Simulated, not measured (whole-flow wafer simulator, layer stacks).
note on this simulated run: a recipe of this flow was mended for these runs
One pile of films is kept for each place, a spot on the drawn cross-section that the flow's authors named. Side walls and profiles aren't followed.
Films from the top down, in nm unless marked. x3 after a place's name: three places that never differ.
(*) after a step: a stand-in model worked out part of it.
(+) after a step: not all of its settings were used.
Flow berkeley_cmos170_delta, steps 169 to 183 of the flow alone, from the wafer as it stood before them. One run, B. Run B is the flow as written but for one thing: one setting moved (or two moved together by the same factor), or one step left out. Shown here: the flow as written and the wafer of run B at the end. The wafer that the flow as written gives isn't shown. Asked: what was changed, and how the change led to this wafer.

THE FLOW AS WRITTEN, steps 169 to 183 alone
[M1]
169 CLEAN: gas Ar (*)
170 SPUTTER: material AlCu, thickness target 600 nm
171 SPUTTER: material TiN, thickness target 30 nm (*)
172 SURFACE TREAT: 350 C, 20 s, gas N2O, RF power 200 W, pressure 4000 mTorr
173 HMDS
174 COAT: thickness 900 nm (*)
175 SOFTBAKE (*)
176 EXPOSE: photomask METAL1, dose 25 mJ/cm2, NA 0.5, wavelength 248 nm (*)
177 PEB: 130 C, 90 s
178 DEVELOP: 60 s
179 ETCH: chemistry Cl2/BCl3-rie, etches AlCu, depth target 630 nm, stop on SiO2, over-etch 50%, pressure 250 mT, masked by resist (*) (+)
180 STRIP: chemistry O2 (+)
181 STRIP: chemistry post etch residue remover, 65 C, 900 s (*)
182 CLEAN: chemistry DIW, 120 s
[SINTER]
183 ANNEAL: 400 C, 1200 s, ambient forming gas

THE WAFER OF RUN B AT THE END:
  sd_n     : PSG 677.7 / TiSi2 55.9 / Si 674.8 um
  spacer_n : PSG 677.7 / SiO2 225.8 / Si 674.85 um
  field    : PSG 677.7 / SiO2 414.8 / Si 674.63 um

The cause: step 170, SPUTTER: thickness target 780 nm was run, where the flow has thickness target 600 nm.

How the change led to this, step by step:
  170 SPUTTER: material AlCu, thickness target 600 nm
      field, sd_n, spacer_n, gate, spacer_p, gate_p, m1: AlCu +780 (new film) (as written it would be: AlCu +600 (new film))
      sd_p: AlCu +710.2 (new film) (as written it would be: AlCu +539.5 (new film))
      (and at 1 more place)
  171 SPUTTER: material TiN, thickness target 30 nm (*)
      contact: TiN +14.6 (new film) (as written it would be: TiN +16.3 (new film))
  174 COAT: thickness 900 nm (*)
      contact: KrF-resist +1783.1 (new film) (as written it would be: KrF-resist +1720.2 (new film))
  179 ETCH: chemistry Cl2/BCl3-rie, etches AlCu, depth target 630 nm, stop on SiO2, over-etch 50%, pressure 250 mT, masked by resist (*) (+)
      field, sd_n, spacer_n, gate, spacer_p, gate_p: TiN -30 (all of it), AlCu -780 (all of it), PSG -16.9 (as written it would be: TiN -30 (all of it), AlCu -600 (all of it), PSG -39.4)
      sd_p: TiN -25.2 (all of it), AlCu -710.2 (all of it), PSG -26.2 (as written it would be: TiN -25.3 (all of it), AlCu -539.5 (all of it), PSG -47.5)
  180 STRIP: chemistry O2 (+)
      contact: KrF-resist -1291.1 (all of it) (as written it would be: KrF-resist -1228.4 (all of it))
